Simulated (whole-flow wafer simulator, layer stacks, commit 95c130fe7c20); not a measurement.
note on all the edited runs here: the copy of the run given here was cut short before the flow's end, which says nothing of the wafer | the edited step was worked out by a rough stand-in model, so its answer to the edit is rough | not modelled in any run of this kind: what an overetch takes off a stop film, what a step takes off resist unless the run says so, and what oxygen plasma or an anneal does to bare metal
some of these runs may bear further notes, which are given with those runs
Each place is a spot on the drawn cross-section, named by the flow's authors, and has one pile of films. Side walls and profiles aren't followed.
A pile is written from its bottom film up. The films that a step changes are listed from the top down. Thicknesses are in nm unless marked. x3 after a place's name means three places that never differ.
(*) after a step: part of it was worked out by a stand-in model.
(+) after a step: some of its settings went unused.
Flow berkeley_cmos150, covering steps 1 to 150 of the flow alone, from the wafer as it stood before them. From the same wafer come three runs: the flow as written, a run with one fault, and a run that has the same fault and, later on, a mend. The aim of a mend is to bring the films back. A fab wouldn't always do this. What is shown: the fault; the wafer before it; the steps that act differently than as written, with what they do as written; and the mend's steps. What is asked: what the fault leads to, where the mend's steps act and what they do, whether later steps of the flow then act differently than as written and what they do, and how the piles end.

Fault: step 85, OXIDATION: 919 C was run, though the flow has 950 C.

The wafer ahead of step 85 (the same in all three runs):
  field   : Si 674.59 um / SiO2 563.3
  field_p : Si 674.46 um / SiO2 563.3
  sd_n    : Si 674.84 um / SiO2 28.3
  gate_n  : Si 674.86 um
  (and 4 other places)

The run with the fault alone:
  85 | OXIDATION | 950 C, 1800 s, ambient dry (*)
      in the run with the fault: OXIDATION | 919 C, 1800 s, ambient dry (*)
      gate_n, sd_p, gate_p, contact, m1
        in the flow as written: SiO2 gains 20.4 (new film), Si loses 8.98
        in the run with the fault: SiO2 gains 15 (new film), Si loses 6.58
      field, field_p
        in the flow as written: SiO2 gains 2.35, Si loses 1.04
        in the run with the fault: SiO2 gains 1.49, Si loses 0.66
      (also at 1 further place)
  Later steps of the flow acting differently than as written (22 more steps, not shown, differ only slightly: by at most 2% or 0.5 nm, whichever is larger):
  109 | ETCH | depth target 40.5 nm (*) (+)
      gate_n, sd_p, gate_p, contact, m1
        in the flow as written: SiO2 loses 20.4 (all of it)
        in the run with the fault: SiO2 loses 15 (all of it)
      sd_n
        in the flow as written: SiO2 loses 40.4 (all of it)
        in the run with the fault: SiO2 loses 36.5 (all of it)
  When the end is reached, the piles differ only a little from the flow's at the places that both follow, at most by 2% or 0.5 nm, whichever is larger.

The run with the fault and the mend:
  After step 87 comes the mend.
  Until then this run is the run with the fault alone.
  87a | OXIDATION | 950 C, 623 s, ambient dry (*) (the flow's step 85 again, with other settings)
      gate_n, sd_p, gate_p, contact, m1
        SiO2 gains 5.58, Si loses 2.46
      field, field_p
        SiO2 gains 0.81, Si loses 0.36
      sd_n
        SiO2 gains 3.9, Si loses 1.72
  None of the later steps of the flow differs from how it acts as written, at any place that is followed, by more than 2% or 0.5 nm, whichever is larger.
  When the end is reached, the piles differ only a little from the flow's at the places that both follow, at most by 2% or 0.5 nm, whichever is larger.
